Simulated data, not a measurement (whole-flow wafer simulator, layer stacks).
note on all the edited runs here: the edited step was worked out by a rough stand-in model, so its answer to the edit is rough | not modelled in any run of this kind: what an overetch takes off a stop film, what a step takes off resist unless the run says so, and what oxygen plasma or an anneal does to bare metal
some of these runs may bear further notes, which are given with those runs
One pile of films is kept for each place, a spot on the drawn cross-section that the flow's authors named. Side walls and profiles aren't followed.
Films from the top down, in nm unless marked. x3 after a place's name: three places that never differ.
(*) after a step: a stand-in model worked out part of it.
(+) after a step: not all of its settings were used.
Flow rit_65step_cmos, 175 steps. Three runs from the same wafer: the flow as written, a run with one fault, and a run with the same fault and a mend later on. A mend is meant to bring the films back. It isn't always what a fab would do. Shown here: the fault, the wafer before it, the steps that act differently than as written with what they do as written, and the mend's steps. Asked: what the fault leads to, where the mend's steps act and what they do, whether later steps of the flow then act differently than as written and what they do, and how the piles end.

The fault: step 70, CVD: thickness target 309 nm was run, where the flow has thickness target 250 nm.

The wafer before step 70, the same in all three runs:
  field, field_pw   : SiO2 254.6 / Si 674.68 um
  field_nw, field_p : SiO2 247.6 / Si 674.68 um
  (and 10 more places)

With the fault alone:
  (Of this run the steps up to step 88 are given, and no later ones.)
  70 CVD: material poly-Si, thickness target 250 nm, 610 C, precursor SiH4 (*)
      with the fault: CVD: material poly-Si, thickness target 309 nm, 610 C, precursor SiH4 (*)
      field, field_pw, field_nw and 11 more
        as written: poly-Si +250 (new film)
        with the fault: poly-Si +309 (new film)
  Later steps of the flow that act differently than as written (2 more steps differ only slightly, by at most 2% or 0.5 nm, whichever is larger, and aren't shown):
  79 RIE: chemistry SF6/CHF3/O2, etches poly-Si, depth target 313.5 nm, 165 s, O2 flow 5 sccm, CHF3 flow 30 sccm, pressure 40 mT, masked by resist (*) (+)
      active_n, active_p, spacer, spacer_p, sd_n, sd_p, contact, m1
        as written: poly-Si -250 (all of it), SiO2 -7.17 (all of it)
        with the fault: poly-Si -309 (all of it), SiO2 -0.78
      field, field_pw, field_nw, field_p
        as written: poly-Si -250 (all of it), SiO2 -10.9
        with the fault: poly-Si -309 (all of it), SiO2 -0.78
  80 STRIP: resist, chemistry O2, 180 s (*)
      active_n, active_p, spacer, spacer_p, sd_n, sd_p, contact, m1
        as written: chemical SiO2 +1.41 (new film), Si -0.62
        with the fault: nothing
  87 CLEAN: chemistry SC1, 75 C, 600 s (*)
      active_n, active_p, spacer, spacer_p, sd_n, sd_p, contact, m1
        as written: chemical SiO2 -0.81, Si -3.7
        with the fault: SiO2 -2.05
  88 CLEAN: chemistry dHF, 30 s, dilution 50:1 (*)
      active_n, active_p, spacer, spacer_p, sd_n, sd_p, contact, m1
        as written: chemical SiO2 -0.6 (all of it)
        with the fault: SiO2 -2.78
  After step 88 the piles differ from the flow's by more than 2% or 0.5 nm, whichever is larger, at field, field_pw, field_nw and 11 more.
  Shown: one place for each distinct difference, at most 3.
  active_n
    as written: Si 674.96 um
    with the fault: SiO2 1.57 / Si 674.97 um
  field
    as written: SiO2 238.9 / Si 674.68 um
    with the fault: SiO2 249 / Si 674.68 um
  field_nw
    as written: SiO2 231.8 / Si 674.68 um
    with the fault: SiO2 242 / Si 674.68 um

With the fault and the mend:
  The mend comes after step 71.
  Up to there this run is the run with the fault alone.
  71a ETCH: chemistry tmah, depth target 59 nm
      field, field_pw, field_nw and 11 more
        poly-Si -59
  No later step of the flow acts differently than as written at any place that is followed.
  At the end the piles are the same as the flow's at every place that both follow.
